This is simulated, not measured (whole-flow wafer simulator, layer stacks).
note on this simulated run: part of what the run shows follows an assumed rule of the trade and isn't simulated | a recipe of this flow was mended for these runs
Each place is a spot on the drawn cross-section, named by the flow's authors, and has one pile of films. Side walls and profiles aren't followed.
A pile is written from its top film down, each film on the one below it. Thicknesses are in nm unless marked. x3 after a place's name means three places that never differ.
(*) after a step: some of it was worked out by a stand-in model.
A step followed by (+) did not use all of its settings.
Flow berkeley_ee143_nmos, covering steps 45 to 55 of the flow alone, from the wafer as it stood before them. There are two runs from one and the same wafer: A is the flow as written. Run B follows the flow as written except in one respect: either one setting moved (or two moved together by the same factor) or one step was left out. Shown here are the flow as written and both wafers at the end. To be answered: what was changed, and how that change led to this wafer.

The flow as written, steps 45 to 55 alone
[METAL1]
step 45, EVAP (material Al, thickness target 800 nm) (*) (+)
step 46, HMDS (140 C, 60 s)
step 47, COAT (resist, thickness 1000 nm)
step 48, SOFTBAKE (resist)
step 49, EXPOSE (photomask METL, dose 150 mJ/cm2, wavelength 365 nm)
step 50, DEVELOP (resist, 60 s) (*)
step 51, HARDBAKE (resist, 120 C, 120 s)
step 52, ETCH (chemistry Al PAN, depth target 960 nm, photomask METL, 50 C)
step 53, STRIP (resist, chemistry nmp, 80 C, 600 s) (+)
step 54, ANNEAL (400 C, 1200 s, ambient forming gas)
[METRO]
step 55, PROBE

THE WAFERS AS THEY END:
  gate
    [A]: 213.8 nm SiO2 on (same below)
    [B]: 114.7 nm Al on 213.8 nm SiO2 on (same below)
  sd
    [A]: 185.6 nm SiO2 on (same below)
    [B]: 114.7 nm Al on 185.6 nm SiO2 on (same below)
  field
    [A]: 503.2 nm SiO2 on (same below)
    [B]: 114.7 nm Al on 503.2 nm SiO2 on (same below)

Cause: step 45, EVAP: thickness target 1088 nm was run, though the flow has thickness target 800 nm.

The path from the change to this, step by step:
  step 45, EVAP (material Al, thickness target 800 nm) (*) (+)
      gate, sd, contact, field: A Al gains 800 (new film) | B Al gains 1088 (new film)
  step 52, ETCH (chemistry Al PAN, depth target 960 nm, photomask METL, 50 C)
      gate, sd, field: A Al loses 786.7 (all of it) | B Al loses 960
If metal films that touch count as one body, gate has 1 body; the flow as written gives 0 bodies.
If metal films that touch count as one body, sd has 1 body; the flow as written gives 0 bodies.
If metal films that touch count as one body, field has 1 body; the flow as written gives 0 bodies.
